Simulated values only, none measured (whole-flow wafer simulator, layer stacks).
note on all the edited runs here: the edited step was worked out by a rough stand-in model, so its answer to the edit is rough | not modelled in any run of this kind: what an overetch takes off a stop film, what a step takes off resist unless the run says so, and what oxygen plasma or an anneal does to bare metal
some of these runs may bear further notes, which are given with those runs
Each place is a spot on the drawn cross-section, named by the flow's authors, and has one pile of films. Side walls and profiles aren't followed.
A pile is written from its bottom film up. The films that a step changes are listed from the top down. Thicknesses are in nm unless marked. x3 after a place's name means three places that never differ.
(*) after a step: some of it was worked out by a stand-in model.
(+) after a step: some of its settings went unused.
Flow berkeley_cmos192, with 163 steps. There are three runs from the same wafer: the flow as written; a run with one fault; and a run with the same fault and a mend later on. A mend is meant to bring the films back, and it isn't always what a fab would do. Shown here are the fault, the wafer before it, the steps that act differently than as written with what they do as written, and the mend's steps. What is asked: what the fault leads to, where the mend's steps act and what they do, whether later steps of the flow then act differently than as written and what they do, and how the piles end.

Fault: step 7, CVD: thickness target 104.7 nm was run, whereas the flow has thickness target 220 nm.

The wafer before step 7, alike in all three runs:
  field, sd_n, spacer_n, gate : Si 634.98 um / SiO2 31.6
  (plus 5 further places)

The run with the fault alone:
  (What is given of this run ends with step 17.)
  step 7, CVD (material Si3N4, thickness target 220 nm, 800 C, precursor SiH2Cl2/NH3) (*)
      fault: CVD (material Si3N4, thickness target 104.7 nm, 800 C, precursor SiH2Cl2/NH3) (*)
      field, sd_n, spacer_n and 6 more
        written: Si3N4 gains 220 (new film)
        fault: Si3N4 gains 104.7 (new film)
  Steps later in the flow that act otherwise than as written:
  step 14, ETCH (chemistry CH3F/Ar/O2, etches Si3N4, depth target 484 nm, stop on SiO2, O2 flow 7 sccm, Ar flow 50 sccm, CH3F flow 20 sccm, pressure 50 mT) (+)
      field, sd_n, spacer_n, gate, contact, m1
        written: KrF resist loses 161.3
        fault: KrF resist loses 84.5
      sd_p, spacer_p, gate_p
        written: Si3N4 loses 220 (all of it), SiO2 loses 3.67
        fault: Si3N4 loses 104.7 (all of it), SiO2 loses 3.67
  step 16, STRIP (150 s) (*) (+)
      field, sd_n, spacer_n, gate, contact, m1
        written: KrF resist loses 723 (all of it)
        fault: KrF resist loses 799.9 (all of it)
  The piles after step 17 differ from the flow's at field, sd_n, spacer_n, gate, contact, m1 by more than 2% or 0.5 nm, whichever is larger.
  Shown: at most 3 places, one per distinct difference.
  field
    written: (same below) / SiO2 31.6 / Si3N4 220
    fault: (same below) / SiO2 31.6 / Si3N4 104.7

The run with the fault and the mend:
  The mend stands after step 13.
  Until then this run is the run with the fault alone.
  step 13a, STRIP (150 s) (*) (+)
      field, sd_n, spacer_n, gate, contact, m1
        KrF resist loses 884.4 (all of it)
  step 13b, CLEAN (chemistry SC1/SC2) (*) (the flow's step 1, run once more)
      does not change any film at any place that is followed
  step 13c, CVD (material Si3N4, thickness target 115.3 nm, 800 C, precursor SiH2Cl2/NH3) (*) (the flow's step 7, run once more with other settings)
      field, sd_n, spacer_n and 6 more
        Si3N4 gains 115.3
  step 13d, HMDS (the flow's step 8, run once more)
      does not change any film at any place that is followed
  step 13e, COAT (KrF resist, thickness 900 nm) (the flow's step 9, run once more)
      field, sd_n, spacer_n and 6 more
        KrF resist gains 900 (new film)
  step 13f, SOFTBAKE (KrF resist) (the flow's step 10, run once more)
      does not change any film at any place that is followed
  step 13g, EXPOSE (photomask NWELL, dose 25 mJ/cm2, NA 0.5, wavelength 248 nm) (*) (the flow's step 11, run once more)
      does not change any film at any place that is followed
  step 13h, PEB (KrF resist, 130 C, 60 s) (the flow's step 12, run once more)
      field, sd_n, spacer_n and 6 more
        KrF resist loses 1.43
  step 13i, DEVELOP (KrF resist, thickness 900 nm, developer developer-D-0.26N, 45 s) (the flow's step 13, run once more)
      field, sd_n, spacer_n, gate, contact, m1
        KrF resist loses 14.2
      sd_p, spacer_p, gate_p
        KrF resist loses 898.6 (all of it)
  Every later step of the flow that is run acts as written at every place that is followed.
  At every place that both follow, the piles at the end match the flow's.
